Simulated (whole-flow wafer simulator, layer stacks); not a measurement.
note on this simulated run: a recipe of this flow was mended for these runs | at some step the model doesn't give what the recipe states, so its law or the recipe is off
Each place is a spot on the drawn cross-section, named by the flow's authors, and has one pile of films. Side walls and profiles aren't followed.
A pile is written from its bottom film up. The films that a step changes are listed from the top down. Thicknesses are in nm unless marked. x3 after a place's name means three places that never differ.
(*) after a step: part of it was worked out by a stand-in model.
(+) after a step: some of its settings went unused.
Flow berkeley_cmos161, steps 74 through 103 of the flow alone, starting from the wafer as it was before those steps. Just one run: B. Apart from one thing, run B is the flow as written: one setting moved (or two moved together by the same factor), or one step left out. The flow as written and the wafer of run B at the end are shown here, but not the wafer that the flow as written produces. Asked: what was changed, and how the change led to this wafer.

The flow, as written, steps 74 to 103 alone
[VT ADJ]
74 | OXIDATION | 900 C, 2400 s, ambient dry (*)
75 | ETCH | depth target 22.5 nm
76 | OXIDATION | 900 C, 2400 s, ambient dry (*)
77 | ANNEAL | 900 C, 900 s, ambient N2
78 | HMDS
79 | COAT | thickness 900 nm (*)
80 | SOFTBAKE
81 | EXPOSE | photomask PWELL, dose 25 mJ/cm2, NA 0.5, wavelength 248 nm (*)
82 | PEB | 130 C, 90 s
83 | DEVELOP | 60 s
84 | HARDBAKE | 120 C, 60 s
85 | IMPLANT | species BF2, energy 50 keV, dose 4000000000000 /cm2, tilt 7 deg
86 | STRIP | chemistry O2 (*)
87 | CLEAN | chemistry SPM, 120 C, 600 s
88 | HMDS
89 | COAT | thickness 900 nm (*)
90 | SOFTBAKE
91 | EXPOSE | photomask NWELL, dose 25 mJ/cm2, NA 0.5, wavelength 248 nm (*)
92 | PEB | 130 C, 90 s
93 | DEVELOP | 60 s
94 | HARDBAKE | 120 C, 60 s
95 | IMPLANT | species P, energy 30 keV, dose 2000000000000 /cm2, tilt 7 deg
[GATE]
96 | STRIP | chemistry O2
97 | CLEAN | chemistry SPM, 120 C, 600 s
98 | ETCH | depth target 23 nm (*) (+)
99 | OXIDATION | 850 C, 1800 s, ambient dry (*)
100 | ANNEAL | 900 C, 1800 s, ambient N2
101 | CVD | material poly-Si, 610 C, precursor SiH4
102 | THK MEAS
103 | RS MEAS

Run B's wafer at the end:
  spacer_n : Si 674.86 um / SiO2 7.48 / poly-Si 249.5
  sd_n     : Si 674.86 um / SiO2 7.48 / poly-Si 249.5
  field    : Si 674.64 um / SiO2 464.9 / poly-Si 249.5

What caused this: step 75, ETCH: depth target 11.25 nm was run, whereas the flow has depth target 22.5 nm.

How this came from the change, step by step:
  75 | ETCH | depth target 22.5 nm
      sd_n, spacer_n, gate_n, sd_p, spacer_p, gate_p, contact, m1: -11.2 SiO2 (as written it would have been: -14.9 SiO2 (all of it))
      field: -11.2 SiO2 (as written it would have been: -22.5 SiO2)
  76 | OXIDATION | 900 C, 2400 s, ambient dry (*)
      sd_n, spacer_n, gate_n, sd_p, spacer_p, gate_p, contact, m1: +12 SiO2, -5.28 Si (as written it would have been: +14.9 SiO2 (new film), -6.57 Si)
  98 | ETCH | depth target 23 nm (*) (+)
      sd_n, spacer_n, gate_n, sd_p, spacer_p, gate_p, contact, m1: -15.7 SiO2 (all of it) (as written it would have been: -14.9 SiO2 (all of it))
